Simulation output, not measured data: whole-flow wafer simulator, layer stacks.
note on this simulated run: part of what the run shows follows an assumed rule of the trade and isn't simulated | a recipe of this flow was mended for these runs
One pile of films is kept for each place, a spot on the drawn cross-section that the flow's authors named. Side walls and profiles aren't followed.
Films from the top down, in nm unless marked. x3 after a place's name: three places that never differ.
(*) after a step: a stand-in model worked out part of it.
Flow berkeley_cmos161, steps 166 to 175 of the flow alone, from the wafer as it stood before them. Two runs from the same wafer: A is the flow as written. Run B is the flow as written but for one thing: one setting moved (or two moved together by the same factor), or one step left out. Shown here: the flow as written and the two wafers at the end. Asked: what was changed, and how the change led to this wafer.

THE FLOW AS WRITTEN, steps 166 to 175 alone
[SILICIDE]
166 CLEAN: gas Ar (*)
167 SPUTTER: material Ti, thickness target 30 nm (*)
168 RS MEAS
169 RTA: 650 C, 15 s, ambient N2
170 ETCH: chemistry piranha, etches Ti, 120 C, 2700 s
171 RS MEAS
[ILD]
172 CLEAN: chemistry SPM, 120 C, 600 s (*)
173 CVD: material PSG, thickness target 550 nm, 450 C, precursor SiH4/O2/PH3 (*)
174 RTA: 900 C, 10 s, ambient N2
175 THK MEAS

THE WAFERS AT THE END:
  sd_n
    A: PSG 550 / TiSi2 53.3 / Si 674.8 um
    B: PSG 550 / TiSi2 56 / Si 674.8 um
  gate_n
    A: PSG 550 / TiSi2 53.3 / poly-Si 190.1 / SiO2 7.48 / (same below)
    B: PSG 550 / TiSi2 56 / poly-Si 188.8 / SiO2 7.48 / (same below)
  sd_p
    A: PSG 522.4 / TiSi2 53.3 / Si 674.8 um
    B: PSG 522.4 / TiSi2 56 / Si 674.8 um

The cause: step 170, ETCH: chemistry piranha, etches Ti, 120 C, 2700 s, was left out.

How the change led to this, step by step:
  172 CLEAN: chemistry SPM, 120 C, 600 s (*)
      sd_n, gate_n, sd_p, gate_p, contact x2: A nothing | B Ti -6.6 (all of it)
      field, spacer_n, spacer_p: A nothing | B Ti -30 (all of it)
  174 RTA: 900 C, 10 s, ambient N2
      sd_n, sd_p, contact x2: A under 1 film: TiSi2 +53.3 (new film), TiSi first -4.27 (all of it), TiSi2 C49 -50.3 (all of it), Si -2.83 | B under 1 film: TiSi2 +56 (new film), TiSi first -6.2 (all of it), TiSi2 C49 -50.3 (all of it), Si -4.12
      gate_n, gate_p: A under 1 film: TiSi2 +53.3 (new film), TiSi first -4.27 (all of it), TiSi2 C49 -50.3 (all of it), poly-Si -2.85 | B under 1 film: TiSi2 +56 (new film), TiSi first -6.2 (all of it), TiSi2 C49 -50.3 (all of it), poly-Si -4.13
